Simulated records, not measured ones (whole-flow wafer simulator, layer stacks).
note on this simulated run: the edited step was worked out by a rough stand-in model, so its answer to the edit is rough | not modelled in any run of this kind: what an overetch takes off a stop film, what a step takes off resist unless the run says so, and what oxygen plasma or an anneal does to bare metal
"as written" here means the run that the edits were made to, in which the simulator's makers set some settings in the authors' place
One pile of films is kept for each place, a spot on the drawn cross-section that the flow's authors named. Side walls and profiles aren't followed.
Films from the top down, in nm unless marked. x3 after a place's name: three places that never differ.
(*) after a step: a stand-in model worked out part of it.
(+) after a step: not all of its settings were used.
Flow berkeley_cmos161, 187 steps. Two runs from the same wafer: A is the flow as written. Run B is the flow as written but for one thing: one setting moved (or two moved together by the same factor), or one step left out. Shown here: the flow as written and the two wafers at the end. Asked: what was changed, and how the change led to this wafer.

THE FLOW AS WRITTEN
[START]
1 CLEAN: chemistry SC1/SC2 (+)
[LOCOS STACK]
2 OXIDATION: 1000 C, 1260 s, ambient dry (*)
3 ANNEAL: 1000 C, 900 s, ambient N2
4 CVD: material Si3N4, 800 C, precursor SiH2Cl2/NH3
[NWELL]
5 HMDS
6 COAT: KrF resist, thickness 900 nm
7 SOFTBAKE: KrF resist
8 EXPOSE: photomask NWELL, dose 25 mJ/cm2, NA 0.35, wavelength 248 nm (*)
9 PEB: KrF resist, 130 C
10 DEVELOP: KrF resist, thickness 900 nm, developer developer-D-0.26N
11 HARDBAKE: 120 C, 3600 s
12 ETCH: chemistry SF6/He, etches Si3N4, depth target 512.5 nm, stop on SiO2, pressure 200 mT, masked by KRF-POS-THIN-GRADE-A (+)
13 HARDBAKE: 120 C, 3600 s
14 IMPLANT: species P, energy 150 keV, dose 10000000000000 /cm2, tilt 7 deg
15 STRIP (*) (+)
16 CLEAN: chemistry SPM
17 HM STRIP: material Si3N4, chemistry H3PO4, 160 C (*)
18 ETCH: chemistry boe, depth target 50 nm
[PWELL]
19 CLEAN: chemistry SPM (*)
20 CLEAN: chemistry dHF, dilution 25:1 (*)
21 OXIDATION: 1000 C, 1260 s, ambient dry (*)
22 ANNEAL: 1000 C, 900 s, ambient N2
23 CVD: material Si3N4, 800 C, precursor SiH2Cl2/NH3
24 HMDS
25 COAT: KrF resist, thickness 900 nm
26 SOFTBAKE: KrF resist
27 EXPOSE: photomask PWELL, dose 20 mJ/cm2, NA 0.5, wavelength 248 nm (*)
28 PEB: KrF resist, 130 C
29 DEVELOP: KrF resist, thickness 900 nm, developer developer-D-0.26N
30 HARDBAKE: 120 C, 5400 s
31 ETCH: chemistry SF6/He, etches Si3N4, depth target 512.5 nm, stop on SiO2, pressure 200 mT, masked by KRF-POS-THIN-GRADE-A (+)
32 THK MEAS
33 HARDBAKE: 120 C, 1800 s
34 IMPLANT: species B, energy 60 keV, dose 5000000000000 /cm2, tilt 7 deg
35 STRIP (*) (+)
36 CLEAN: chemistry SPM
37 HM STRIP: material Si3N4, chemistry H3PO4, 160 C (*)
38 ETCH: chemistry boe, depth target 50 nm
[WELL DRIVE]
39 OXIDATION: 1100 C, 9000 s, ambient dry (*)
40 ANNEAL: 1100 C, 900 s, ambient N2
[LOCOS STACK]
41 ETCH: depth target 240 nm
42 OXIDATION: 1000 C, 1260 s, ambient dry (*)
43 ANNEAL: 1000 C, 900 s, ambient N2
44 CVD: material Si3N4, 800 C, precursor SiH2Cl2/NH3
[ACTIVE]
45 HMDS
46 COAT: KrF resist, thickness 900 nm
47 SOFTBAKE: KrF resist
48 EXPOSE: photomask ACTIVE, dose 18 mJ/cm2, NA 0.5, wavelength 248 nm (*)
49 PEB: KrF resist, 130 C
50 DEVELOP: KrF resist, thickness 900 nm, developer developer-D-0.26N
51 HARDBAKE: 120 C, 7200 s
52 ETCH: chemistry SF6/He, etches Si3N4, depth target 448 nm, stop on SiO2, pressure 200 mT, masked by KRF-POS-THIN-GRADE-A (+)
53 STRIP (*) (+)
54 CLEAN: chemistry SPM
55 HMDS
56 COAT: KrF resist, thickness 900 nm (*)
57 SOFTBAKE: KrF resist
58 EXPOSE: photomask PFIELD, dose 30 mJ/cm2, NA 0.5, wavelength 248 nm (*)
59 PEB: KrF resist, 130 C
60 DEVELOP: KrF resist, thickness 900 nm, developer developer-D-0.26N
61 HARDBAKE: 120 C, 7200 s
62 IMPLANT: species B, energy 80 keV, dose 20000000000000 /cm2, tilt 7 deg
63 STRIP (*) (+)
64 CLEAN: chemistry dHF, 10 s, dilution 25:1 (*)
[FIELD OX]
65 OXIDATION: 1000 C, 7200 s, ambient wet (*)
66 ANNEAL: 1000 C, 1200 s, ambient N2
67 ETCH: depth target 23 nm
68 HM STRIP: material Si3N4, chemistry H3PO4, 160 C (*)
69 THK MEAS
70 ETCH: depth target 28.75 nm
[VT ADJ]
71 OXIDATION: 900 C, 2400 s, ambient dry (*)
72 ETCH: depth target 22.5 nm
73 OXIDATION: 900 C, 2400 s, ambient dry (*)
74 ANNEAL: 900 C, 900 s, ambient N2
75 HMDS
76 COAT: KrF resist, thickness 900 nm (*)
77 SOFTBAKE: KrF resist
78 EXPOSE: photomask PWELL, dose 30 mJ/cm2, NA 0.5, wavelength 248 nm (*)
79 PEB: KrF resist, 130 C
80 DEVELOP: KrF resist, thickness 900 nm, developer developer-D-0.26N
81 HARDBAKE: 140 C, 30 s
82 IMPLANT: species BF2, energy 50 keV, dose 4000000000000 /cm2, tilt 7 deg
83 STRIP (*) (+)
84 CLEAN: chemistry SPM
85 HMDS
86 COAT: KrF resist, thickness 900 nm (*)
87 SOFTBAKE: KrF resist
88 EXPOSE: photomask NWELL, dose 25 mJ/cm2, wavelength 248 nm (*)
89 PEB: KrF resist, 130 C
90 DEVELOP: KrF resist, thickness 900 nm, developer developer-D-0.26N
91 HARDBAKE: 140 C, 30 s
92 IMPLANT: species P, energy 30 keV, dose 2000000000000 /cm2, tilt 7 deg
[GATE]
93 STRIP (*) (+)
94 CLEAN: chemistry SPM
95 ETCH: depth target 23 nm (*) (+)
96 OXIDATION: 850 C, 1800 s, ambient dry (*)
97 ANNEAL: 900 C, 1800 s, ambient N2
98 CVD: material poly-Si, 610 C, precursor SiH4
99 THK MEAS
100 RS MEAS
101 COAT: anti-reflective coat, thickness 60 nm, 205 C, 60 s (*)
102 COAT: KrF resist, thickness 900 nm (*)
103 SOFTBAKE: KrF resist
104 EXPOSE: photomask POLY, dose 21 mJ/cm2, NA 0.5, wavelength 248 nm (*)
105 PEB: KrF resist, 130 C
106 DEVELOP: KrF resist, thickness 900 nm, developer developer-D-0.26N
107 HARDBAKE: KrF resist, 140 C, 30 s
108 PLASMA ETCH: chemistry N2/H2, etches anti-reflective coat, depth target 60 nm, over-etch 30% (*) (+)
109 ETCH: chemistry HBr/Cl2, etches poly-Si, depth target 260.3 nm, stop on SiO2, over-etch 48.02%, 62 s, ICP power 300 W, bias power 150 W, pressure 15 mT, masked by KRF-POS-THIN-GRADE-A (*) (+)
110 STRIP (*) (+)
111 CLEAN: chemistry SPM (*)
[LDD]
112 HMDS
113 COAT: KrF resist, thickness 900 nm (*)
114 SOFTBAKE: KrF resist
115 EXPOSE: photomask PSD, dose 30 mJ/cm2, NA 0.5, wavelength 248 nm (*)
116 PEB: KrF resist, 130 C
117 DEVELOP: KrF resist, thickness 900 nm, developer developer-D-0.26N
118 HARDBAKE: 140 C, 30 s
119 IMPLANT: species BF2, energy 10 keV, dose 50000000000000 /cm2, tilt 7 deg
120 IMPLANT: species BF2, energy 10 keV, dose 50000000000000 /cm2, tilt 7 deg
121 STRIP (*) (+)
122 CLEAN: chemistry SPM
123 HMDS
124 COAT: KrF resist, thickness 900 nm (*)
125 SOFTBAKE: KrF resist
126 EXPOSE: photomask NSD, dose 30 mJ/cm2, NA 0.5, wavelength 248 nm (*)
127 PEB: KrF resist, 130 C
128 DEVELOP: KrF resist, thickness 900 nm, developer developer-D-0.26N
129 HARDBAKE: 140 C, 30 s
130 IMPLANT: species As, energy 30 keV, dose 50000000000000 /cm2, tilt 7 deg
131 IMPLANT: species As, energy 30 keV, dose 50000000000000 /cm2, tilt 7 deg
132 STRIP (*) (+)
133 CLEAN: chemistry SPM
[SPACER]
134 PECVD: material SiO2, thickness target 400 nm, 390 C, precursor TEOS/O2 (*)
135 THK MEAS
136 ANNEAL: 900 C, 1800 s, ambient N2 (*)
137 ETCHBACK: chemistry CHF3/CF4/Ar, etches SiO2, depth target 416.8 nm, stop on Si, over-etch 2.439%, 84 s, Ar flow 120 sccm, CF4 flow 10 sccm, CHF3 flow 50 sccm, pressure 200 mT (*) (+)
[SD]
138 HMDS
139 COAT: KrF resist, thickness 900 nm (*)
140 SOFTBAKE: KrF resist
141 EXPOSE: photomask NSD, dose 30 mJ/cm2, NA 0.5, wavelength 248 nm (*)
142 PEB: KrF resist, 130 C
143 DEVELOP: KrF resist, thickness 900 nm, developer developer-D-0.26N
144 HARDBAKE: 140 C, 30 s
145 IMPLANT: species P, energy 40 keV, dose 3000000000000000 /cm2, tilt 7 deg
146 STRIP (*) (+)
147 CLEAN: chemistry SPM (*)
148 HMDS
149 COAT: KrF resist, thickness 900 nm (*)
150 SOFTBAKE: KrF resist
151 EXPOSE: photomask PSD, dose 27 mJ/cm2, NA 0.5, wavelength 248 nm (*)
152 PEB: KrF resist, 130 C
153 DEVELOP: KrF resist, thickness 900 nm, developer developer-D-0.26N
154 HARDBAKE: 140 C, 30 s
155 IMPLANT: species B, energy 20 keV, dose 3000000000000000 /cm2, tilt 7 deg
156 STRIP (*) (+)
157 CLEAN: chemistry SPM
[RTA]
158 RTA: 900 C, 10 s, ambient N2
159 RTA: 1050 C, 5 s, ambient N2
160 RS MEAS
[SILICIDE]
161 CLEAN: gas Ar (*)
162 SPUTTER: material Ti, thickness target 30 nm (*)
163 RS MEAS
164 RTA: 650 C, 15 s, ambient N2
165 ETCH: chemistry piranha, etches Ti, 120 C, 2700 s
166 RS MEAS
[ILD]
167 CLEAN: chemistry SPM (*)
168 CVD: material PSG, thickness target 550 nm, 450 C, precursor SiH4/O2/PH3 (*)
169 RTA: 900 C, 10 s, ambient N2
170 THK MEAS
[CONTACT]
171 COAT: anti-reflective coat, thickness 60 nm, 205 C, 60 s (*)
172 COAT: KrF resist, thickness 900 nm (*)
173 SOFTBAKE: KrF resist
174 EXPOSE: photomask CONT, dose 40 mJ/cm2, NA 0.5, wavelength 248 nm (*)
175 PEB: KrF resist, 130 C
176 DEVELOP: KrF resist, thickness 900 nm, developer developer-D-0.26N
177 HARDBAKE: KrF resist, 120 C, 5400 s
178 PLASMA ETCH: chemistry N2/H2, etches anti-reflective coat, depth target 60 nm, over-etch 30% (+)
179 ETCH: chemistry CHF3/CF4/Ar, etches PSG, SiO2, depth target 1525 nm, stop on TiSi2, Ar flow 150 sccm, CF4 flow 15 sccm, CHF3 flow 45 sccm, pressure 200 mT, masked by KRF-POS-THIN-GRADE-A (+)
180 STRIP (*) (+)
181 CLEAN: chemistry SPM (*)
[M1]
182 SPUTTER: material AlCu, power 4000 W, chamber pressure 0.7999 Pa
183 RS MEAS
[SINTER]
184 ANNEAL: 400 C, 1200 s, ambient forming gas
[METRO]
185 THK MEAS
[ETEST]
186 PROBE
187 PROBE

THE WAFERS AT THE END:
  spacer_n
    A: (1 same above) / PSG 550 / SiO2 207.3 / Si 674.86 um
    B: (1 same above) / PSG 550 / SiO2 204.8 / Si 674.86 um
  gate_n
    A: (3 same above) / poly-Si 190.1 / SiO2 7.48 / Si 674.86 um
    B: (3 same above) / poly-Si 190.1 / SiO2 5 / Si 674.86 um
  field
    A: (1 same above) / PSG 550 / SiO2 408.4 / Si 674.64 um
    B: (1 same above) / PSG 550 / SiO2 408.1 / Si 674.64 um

The cause: step 96, OXIDATION: 810 C was run, where the flow has 850 C.

How the change led to this, step by step:
  96 OXIDATION: 850 C, 1800 s, ambient dry (*)
      sd_n, spacer_n, gate_n, sd_p, spacer_p, gate_p, contact, m1: A SiO2 +7.48 (new film), Si -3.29 | B SiO2 +5 (new film), Si -2.2
